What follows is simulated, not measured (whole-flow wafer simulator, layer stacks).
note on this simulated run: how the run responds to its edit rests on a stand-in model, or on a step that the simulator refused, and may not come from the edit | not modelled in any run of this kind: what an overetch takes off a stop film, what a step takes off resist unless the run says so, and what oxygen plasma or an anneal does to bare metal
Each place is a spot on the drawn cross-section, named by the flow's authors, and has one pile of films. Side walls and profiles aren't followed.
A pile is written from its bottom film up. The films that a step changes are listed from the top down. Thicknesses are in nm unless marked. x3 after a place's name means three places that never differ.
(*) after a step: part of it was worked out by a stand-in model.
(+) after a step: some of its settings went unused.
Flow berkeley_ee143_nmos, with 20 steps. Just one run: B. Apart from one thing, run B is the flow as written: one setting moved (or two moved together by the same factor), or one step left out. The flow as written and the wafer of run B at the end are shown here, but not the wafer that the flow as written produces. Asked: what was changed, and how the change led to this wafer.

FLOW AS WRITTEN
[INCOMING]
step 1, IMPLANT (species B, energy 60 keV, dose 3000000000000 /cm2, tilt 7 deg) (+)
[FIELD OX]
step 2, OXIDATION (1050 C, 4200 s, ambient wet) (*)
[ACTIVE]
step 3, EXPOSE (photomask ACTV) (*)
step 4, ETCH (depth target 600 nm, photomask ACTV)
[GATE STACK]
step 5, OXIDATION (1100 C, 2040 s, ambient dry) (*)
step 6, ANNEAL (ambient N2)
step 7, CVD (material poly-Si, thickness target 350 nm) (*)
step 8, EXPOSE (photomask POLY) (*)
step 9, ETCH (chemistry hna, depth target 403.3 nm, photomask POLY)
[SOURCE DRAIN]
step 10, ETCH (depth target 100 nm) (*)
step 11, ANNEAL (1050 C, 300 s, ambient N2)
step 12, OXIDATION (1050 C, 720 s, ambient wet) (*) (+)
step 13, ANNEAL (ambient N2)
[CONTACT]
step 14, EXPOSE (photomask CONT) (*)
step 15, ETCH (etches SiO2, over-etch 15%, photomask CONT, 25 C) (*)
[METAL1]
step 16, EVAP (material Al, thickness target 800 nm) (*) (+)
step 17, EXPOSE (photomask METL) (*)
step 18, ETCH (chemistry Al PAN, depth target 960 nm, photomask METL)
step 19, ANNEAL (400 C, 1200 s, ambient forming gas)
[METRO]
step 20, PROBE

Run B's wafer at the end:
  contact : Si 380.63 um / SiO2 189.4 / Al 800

Cause: step 15, ETCH: etches SiO2, over-etch 15%, photomask CONT, 25 C (*), was omitted.

Step by step, how the change led to this:
  (no step that both runs have acts differently)
